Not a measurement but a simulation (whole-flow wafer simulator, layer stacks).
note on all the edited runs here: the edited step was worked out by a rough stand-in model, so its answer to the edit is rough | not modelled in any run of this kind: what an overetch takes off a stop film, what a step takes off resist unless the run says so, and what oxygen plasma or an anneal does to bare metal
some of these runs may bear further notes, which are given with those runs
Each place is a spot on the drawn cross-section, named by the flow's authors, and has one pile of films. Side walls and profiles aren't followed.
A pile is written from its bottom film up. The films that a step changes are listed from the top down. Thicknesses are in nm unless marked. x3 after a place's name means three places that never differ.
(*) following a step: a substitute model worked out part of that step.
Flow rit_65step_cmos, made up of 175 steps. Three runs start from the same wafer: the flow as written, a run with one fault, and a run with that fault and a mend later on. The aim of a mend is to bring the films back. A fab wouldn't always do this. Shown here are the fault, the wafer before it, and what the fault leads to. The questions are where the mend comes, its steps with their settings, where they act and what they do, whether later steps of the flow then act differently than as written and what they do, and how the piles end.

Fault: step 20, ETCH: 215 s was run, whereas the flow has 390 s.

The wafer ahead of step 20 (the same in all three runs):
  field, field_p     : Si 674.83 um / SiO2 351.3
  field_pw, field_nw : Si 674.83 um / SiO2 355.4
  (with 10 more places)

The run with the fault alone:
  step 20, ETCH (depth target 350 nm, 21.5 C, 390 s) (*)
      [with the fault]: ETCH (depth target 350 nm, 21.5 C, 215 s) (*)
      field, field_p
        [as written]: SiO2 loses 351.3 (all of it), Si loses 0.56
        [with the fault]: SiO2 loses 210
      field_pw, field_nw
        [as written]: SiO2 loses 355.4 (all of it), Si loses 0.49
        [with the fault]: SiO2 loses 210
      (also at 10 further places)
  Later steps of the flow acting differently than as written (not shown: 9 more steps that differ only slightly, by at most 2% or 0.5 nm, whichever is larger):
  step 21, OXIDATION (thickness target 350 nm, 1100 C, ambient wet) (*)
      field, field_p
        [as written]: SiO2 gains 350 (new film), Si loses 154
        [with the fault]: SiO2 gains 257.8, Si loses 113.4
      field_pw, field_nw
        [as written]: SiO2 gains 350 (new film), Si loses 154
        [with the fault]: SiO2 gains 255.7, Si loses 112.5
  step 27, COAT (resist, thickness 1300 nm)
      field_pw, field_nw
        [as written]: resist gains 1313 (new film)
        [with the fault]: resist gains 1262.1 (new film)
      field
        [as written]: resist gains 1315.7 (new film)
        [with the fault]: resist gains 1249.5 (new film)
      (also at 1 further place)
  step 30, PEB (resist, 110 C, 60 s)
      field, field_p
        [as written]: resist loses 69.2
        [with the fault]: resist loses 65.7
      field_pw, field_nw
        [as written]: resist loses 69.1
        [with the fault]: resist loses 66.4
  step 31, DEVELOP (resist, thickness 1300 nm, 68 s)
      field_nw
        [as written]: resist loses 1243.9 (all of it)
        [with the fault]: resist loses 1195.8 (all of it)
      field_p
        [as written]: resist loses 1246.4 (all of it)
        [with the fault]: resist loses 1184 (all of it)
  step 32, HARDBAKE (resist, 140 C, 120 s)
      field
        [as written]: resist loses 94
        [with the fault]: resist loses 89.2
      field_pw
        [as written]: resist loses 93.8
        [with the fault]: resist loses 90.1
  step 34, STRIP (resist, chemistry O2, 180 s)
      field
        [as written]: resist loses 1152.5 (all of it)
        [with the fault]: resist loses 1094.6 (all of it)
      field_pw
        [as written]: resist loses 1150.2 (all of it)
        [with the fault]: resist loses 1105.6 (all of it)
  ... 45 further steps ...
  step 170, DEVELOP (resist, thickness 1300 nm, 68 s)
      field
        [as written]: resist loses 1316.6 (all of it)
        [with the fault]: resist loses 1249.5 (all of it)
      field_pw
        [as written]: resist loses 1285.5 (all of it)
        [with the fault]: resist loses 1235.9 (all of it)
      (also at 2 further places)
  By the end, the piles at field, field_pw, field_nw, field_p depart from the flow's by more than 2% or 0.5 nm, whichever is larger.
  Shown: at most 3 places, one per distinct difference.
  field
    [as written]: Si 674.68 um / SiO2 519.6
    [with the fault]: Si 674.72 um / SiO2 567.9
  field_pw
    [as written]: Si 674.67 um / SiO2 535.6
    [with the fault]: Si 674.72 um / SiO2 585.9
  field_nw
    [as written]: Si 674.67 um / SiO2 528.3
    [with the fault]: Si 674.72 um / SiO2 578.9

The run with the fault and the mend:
  The mend follows step 20.
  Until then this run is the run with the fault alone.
  step 20a, ETCH (depth target 350 nm, 21.5 C, 175 s) (the flow's step 20, run once more with other settings)
      field, field_p
        SiO2 loses 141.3 (all of it)
      field_pw, field_nw
        SiO2 loses 145.4 (all of it)
  Later steps of the flow that are run all act as written at every place that is followed, up to a difference of at most 2% or 0.5 nm, whichever is larger.
  The piles end only slightly different from the flow's at the places that both follow, by no more than 2% or 0.5 nm, whichever is larger.
